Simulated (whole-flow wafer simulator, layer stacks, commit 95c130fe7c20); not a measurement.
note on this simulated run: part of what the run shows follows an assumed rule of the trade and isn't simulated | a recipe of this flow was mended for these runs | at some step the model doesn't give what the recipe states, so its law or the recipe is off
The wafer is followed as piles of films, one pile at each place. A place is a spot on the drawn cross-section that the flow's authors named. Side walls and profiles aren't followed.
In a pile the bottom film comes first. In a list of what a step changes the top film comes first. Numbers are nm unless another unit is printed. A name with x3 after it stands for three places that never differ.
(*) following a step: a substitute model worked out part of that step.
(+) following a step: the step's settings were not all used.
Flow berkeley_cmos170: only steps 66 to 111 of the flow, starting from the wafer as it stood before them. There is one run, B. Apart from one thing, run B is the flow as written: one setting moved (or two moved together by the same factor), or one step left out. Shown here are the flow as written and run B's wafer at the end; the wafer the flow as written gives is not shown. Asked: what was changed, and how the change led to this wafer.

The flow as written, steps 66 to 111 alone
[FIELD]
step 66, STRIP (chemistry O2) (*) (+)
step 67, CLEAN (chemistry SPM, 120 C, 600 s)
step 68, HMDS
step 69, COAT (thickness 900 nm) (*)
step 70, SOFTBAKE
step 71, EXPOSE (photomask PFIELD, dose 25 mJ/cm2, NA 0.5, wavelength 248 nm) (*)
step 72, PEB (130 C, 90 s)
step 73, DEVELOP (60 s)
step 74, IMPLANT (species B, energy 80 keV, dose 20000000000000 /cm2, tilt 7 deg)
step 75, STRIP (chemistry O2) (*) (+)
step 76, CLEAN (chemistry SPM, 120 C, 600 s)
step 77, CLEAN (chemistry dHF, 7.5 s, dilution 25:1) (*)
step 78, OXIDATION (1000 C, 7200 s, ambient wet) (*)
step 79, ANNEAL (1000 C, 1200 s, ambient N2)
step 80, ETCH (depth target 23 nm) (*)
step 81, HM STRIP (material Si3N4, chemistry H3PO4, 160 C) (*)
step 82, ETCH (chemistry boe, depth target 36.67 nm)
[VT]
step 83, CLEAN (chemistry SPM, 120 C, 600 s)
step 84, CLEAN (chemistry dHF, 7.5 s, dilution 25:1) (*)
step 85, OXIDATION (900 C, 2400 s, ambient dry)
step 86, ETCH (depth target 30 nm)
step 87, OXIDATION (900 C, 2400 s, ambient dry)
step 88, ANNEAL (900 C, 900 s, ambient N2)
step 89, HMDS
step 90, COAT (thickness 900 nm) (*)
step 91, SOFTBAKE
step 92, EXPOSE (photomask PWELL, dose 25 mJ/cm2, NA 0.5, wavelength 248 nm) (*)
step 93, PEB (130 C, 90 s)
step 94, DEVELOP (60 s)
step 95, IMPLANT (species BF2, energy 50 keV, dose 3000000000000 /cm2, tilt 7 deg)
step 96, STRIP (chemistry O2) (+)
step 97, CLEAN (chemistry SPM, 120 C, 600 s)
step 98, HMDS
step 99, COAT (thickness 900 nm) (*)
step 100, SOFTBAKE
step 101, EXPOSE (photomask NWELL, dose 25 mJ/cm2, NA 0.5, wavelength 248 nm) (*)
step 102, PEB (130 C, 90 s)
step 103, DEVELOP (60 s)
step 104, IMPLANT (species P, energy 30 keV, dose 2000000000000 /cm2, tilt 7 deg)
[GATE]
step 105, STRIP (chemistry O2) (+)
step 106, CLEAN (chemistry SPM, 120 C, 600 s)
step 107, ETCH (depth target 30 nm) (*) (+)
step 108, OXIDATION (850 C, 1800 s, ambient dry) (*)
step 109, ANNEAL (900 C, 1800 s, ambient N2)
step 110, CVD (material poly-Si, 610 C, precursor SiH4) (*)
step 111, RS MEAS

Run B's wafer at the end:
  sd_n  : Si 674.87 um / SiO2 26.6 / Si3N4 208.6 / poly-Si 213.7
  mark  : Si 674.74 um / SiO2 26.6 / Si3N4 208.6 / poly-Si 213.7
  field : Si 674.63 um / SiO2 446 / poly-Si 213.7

What caused this: step 81, HM STRIP: material Si3N4, chemistry H3PO4, 160 C (*), was omitted.

Step by step, how the change led to this:
  step 82, ETCH (chemistry boe, depth target 36.67 nm)
      mark, sd_n, spacer_n and 9 more: -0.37 Si3N4 (in the flow as written it would be: -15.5 SiO2 (all of it))
  step 83, CLEAN (chemistry SPM, 120 C, 600 s)
      mark, sd_n, spacer_n and 9 more: nothing (in the flow as written it would be: +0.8 chemical SiO2 (new film), -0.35 Si)
  step 84, CLEAN (chemistry dHF, 7.5 s, dilution 25:1) (*)
      mark, sd_n, spacer_n and 9 more: -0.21 Si3N4 (in the flow as written it would be: -0.8 chemical SiO2 (all of it))
  step 85, OXIDATION (900 C, 2400 s, ambient dry)
      mark, sd_n, spacer_n and 9 more: nothing (in the flow as written it would be: +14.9 SiO2 (new film), -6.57 Si)
  step 86, ETCH (depth target 30 nm)
      mark, sd_n, spacer_n and 9 more: -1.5 Si3N4 (in the flow as written it would be: -14.9 SiO2 (all of it))
  step 87, OXIDATION (900 C, 2400 s, ambient dry)
      mark, sd_n, spacer_n and 9 more: nothing (in the flow as written it would be: +14.9 SiO2 (new film), -6.57 Si)
  step 90, COAT (thickness 900 nm) (*)
      field: +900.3 KrF-resist (new film) (in the flow as written it would be: +840.6 KrF-resist (new film))
      sd_n: +899.5 KrF-resist (new film) (in the flow as written it would be: +1004.6 KrF-resist (new film))
      (and at 10 other places as well)
  step 94, DEVELOP (60 s)
      field: -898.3 KrF-resist (all of it) (in the flow as written it would be: -838.8 KrF-resist (all of it))
      sd_n: -897.5 KrF-resist (all of it) (in the flow as written it would be: -1002.3 KrF-resist (all of it))
      (and at 7 other places as well)
  step 96, STRIP (chemistry O2) (+)
      sd_p: -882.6 KrF-resist (all of it) (in the flow as written it would be: -971.9 KrF-resist (all of it))
      spacer_p: -882.7 KrF-resist (all of it) (in the flow as written it would be: -953.7 KrF-resist (all of it))
      (and at 1 other place as well)
  step 99, COAT (thickness 900 nm) (*)
      field: +900.3 KrF-resist (new film) (in the flow as written it would be: +840.6 KrF-resist (new film))
      sd_n: +899.5 KrF-resist (new film) (in the flow as written it would be: +1004.6 KrF-resist (new film))
      (and at 10 other places as well)
  step 103, DEVELOP (60 s)
      sd_p: -897.6 KrF-resist (all of it) (in the flow as written it would be: -986.9 KrF-resist (all of it))
      spacer_p: -897.6 KrF-resist (all of it) (in the flow as written it would be: -968.6 KrF-resist (all of it))
      (and at 1 other place as well)
  step 105, STRIP (chemistry O2) (+)
      field: -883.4 KrF-resist (all of it) (in the flow as written it would be: -823.8 KrF-resist (all of it))
      sd_n: -882.6 KrF-resist (all of it) (in the flow as written it would be: -987.4 KrF-resist (all of it))
      (and at 7 other places as well)
  step 107, ETCH (depth target 30 nm) (*) (+)
      mark, sd_n, spacer_n and 9 more: -1.5 Si3N4 (in the flow as written it would be: -14.9 SiO2 (all of it))
  step 108, OXIDATION (850 C, 1800 s, ambient dry) (*)
      mark, sd_n, spacer_n and 9 more: nothing (in the flow as written it would be: +7.48 SiO2 (new film), -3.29 Si)
